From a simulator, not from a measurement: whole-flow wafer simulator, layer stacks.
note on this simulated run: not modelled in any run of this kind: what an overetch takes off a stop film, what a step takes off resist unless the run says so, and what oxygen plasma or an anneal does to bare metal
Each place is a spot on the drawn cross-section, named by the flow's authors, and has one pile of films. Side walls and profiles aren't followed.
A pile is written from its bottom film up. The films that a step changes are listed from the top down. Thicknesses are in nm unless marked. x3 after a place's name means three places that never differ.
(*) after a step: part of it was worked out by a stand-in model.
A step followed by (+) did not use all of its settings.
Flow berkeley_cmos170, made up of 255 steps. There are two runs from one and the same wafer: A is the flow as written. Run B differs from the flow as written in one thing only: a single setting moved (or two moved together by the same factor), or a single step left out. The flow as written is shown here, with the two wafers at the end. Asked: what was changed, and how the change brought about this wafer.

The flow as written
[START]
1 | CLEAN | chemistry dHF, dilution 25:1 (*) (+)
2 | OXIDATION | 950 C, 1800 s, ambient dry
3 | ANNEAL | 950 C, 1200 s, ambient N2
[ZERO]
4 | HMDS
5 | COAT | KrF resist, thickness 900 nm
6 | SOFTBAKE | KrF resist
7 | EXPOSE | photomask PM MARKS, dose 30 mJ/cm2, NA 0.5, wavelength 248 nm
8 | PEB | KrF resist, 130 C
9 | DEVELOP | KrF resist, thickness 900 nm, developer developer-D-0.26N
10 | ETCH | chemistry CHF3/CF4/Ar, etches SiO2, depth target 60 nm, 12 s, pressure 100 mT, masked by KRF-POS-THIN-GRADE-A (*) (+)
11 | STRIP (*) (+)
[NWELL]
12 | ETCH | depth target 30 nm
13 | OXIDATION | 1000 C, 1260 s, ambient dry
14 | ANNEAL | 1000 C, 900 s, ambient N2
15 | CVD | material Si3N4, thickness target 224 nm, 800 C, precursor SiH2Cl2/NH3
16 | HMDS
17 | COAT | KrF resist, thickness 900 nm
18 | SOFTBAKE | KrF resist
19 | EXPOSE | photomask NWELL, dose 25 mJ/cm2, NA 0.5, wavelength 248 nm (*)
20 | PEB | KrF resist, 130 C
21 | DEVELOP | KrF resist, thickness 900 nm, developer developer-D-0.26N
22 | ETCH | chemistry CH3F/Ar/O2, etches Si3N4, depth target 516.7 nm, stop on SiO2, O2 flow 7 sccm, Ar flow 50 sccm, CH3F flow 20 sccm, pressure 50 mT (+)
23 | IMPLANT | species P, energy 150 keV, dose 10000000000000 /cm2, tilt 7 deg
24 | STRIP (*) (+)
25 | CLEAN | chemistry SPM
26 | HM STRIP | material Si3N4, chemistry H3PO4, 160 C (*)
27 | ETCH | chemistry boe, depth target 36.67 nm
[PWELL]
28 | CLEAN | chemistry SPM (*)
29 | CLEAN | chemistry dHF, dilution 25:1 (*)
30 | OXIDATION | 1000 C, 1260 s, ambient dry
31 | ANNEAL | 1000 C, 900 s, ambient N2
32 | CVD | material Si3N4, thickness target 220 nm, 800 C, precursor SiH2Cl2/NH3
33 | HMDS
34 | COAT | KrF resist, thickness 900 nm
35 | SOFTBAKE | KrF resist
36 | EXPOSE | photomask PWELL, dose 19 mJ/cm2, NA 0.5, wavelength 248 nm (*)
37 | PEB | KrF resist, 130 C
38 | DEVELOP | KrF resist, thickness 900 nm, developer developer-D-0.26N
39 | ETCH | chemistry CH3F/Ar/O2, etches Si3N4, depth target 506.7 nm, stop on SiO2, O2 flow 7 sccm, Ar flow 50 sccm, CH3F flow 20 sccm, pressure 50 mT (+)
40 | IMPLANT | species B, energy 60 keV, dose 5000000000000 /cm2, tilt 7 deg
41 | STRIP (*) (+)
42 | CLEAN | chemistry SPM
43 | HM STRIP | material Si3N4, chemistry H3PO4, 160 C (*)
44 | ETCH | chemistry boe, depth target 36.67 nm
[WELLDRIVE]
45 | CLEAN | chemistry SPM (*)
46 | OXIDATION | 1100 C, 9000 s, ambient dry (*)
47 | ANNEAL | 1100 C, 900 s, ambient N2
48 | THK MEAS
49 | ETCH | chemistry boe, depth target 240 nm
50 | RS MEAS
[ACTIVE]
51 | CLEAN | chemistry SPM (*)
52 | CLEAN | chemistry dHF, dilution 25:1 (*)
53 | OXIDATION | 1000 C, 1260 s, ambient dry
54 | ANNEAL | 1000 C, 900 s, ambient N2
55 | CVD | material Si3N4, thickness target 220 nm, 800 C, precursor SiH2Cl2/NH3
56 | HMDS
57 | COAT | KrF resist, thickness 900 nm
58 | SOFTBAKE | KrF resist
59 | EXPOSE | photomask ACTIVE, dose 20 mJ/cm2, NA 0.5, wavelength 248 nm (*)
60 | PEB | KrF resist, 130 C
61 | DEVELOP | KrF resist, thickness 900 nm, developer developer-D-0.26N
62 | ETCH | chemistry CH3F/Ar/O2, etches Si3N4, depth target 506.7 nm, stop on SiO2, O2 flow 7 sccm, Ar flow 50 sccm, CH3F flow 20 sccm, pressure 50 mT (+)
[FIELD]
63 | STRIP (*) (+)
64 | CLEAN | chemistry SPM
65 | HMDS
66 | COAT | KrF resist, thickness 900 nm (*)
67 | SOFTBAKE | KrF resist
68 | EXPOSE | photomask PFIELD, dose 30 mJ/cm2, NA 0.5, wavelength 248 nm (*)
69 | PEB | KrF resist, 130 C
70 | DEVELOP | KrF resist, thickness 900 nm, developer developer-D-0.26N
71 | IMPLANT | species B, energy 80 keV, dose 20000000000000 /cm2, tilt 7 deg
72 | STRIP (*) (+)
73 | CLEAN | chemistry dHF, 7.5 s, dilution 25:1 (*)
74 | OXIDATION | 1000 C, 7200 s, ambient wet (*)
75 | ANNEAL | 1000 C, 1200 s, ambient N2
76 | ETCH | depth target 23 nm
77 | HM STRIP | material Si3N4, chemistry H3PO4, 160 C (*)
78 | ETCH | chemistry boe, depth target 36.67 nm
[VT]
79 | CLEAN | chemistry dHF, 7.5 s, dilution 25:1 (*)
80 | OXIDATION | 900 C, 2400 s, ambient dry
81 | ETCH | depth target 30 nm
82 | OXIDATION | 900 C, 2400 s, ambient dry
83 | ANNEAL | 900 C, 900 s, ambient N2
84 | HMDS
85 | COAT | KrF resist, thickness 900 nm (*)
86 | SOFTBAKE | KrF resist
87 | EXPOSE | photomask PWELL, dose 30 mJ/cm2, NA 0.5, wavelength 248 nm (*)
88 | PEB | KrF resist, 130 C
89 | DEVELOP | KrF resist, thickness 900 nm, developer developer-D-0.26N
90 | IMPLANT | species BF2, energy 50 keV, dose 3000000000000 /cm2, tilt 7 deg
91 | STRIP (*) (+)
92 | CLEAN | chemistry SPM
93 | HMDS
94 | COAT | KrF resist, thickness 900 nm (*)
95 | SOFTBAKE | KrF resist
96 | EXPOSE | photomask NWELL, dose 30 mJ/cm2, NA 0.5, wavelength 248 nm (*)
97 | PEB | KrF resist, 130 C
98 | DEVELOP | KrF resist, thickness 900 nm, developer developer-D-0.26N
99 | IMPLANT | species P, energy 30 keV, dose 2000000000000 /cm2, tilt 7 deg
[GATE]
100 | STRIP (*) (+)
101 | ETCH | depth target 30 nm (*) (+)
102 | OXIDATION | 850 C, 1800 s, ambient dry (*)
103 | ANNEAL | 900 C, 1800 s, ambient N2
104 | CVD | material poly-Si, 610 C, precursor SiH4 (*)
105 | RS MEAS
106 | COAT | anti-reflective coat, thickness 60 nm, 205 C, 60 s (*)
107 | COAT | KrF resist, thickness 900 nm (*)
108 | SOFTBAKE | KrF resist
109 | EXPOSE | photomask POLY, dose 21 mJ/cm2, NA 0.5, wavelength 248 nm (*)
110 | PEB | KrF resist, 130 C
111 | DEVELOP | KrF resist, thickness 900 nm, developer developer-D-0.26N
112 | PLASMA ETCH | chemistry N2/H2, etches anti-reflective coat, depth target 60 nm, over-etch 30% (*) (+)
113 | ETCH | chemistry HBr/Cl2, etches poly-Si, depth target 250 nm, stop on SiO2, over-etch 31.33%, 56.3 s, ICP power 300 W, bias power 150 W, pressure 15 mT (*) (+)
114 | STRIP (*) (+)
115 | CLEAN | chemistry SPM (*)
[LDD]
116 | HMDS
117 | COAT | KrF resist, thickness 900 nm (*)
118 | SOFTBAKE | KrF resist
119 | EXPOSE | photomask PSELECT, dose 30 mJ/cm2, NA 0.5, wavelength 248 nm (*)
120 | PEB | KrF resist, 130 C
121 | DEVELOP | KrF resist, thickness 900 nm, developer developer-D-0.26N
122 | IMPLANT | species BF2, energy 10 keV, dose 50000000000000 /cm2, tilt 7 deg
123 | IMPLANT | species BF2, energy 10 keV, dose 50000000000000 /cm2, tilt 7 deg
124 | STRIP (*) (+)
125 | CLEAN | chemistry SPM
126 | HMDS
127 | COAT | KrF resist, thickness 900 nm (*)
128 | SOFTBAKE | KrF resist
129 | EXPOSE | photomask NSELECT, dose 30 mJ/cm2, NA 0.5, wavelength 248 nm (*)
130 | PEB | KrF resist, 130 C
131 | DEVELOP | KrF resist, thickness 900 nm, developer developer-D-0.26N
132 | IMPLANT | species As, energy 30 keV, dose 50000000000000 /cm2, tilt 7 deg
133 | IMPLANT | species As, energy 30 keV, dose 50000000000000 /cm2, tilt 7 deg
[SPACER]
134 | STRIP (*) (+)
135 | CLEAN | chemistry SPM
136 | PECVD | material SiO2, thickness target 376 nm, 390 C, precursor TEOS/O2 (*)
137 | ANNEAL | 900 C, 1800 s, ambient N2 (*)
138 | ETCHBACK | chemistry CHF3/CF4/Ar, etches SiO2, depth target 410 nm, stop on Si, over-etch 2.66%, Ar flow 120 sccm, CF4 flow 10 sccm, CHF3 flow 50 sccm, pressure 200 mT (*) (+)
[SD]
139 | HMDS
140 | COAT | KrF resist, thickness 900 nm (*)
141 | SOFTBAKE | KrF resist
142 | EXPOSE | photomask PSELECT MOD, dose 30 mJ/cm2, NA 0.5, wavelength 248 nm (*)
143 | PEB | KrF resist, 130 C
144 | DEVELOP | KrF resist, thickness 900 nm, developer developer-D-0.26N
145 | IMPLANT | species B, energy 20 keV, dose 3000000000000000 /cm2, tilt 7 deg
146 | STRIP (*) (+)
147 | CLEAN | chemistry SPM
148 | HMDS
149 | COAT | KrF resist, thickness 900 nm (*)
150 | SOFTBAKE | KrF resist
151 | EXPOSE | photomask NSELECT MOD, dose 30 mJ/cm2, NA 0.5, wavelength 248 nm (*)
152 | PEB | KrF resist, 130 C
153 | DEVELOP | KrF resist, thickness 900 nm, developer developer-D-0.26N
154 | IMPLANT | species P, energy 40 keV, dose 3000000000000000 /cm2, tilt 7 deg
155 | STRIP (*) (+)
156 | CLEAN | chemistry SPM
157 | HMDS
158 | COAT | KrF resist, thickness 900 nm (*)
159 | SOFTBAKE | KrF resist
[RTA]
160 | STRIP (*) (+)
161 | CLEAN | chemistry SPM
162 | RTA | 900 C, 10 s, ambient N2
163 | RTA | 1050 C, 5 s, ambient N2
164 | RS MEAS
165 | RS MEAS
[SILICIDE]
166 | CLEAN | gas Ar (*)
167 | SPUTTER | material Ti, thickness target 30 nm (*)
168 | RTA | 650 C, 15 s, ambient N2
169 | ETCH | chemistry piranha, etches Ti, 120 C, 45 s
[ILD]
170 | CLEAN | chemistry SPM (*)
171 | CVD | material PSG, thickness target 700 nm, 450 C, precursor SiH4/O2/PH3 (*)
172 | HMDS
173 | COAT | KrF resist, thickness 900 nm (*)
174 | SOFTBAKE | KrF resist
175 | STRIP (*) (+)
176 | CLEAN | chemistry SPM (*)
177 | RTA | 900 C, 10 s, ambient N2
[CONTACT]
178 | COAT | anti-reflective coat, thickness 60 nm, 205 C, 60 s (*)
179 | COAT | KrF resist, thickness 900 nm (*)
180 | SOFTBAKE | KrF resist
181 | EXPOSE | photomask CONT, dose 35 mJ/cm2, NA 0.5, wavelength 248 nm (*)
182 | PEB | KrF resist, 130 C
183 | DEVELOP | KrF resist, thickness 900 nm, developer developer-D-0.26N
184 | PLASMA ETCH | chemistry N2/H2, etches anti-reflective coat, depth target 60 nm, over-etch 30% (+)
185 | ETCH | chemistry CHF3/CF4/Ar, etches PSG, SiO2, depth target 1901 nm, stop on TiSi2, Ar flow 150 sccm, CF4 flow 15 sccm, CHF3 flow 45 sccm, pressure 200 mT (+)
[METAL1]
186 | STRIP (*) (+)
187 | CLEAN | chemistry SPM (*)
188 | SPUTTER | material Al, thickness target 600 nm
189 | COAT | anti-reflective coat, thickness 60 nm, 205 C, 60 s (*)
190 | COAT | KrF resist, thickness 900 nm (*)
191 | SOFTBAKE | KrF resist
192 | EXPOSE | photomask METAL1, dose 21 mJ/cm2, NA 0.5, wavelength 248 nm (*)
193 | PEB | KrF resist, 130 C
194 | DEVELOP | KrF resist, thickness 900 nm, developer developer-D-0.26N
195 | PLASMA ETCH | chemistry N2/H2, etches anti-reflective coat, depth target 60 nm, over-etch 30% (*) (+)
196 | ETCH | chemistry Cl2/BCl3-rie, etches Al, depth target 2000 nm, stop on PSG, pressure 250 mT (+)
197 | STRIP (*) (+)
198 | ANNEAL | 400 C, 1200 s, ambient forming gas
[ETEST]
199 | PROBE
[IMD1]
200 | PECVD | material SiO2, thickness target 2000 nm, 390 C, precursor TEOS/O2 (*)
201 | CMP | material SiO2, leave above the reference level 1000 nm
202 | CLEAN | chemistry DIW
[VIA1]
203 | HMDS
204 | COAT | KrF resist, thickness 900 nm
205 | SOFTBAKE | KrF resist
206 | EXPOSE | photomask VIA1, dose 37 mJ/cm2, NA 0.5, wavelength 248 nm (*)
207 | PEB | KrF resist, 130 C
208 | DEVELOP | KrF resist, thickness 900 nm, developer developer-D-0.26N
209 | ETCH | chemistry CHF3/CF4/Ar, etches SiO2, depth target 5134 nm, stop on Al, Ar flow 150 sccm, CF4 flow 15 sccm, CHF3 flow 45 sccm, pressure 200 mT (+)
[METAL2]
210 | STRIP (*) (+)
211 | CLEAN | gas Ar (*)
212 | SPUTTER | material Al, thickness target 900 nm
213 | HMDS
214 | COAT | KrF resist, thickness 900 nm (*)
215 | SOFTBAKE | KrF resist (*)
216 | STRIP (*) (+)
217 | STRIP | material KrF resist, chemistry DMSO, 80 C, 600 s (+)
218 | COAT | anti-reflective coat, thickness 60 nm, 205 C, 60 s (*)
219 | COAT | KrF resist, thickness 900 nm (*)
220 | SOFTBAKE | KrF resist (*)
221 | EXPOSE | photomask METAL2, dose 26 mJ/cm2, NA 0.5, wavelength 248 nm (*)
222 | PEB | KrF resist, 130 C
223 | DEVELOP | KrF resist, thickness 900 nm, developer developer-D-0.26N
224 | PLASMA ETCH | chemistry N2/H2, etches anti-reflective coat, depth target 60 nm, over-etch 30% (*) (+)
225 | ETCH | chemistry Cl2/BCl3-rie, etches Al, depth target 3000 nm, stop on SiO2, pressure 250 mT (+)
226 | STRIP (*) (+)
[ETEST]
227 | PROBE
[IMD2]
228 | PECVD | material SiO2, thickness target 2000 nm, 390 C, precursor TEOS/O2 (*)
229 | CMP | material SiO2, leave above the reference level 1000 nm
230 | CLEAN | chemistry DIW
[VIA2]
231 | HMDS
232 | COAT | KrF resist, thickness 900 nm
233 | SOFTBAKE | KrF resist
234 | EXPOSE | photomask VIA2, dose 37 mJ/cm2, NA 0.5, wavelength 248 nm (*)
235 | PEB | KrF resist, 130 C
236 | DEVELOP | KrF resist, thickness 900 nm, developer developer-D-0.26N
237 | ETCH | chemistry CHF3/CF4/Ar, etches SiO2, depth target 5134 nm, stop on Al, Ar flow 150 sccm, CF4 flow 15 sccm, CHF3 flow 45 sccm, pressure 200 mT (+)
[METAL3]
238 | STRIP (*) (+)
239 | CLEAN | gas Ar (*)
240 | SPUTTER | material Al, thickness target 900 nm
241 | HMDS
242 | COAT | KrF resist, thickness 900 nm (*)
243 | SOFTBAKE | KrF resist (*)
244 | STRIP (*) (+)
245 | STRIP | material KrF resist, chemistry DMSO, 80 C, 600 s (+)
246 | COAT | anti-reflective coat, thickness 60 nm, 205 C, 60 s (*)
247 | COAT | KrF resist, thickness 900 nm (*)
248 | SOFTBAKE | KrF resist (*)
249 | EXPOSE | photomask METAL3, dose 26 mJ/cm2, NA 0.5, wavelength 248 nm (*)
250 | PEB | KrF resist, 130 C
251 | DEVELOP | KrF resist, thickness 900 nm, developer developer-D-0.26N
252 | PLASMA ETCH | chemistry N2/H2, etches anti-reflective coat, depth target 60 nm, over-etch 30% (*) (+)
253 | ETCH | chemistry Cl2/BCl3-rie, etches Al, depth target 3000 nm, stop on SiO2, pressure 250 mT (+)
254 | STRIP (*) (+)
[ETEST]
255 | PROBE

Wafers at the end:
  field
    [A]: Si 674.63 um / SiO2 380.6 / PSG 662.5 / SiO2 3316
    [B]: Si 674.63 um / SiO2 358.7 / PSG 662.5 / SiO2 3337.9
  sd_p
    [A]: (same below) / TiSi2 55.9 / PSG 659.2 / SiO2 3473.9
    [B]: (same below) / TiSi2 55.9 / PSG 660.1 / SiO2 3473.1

What caused this: step 78, ETCH: depth target 58.67 nm was run, whereas the flow has depth target 36.67 nm.

The path from the change to this, step by step:
  78 | ETCH | chemistry boe, depth target 36.67 nm
      field: A -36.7 SiO2 | B -58.7 SiO2
  106 | COAT | anti-reflective coat, thickness 60 nm, 205 C, 60 s (*)
      sd_n: A +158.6 anti-reflective coat (new film) | B +143.6 anti-reflective coat (new film)
      spacer_n: A +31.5 anti-reflective coat (new film) | B +36.7 anti-reflective coat (new film)
      (and at 6 other places as well)
  112 | PLASMA ETCH | chemistry N2/H2, etches anti-reflective coat, depth target 60 nm, over-etch 30% (*) (+)
      field: A -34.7 anti-reflective coat (all of it), -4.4 poly-Si | B -34.9 anti-reflective coat (all of it), -3.89 poly-Si
      sd_n: A -158.6 anti-reflective coat (all of it), -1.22 poly-Si | B -143.6 anti-reflective coat (all of it), -1.1 poly-Si
      (and at 7 other places as well)
  114 | STRIP (*) (+)
      gate_n: A +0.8 chemical SiO2 (new film), -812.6 KrF resist (all of it), -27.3 anti-reflective coat (all of it), -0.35 poly-Si | B +0.8 chemical SiO2 (new film), -795.1 KrF resist (all of it), -32.9 anti-reflective coat (all of it), -0.35 poly-Si
      gate_p: A +0.8 chemical SiO2 (new film), -782.1 KrF resist (all of it), -29.6 anti-reflective coat (all of it), -0.35 poly-Si | B +0.8 chemical SiO2 (new film), -770.7 KrF resist (all of it), -33.5 anti-reflective coat (all of it), -0.35 poly-Si
  178 | COAT | anti-reflective coat, thickness 60 nm, 205 C, 60 s (*)
      sd_n: A +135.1 anti-reflective coat (new film) | B +124.4 anti-reflective coat (new film)
      gate_n: A +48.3 anti-reflective coat (new film) | B +46.6 anti-reflective coat (new film)
      (and at 3 other places as well)
  186 | STRIP (*) (+)
      sd_n: A -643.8 KrF resist (all of it), -135.1 anti-reflective coat (all of it) | B -642.3 KrF resist (all of it), -124.4 anti-reflective coat (all of it)
      gate_n: A -553.1 KrF resist (all of it), -48.3 anti-reflective coat (all of it) | B -542.9 KrF resist (all of it), -46.6 anti-reflective coat (all of it)
      (and at 3 other places as well)
  189 | COAT | anti-reflective coat, thickness 60 nm, 205 C, 60 s (*)
      gate_n: A +48 anti-reflective coat (new film) | B +46.4 anti-reflective coat (new film)
      sd_p: A +86.5 anti-reflective coat (new film) | B +83.9 anti-reflective coat (new film)
      (and at 3 other places as well)
  195 | PLASMA ETCH | chemistry N2/H2, etches anti-reflective coat, depth target 60 nm, over-etch 30% (*) (+)
      contact, m1, via1, m2, via2: A -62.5 KrF resist | B -60.6 KrF resist
      gate_n: A -48 anti-reflective coat (all of it) | B -46.4 anti-reflective coat (all of it)
      (and at 2 other places as well)
  196 | ETCH | chemistry Cl2/BCl3-rie, etches Al, depth target 2000 nm, stop on PSG, pressure 250 mT (+)
      sd_p: A -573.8 Al (all of it), -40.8 PSG | B -580.6 Al (all of it), -39.9 PSG
  197 | STRIP (*) (+)
      m1: A -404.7 KrF resist (all of it), -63 anti-reflective coat (all of it) | B -399.3 KrF resist (all of it), -64.5 anti-reflective coat (all of it)
      m2: A -412.9 KrF resist (all of it), -61.1 anti-reflective coat (all of it) | B -405.6 KrF resist (all of it), -63.9 anti-reflective coat (all of it)
  201 | CMP | material SiO2, leave above the reference level 1000 nm
      field: A -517 SiO2 | B -495.1 SiO2
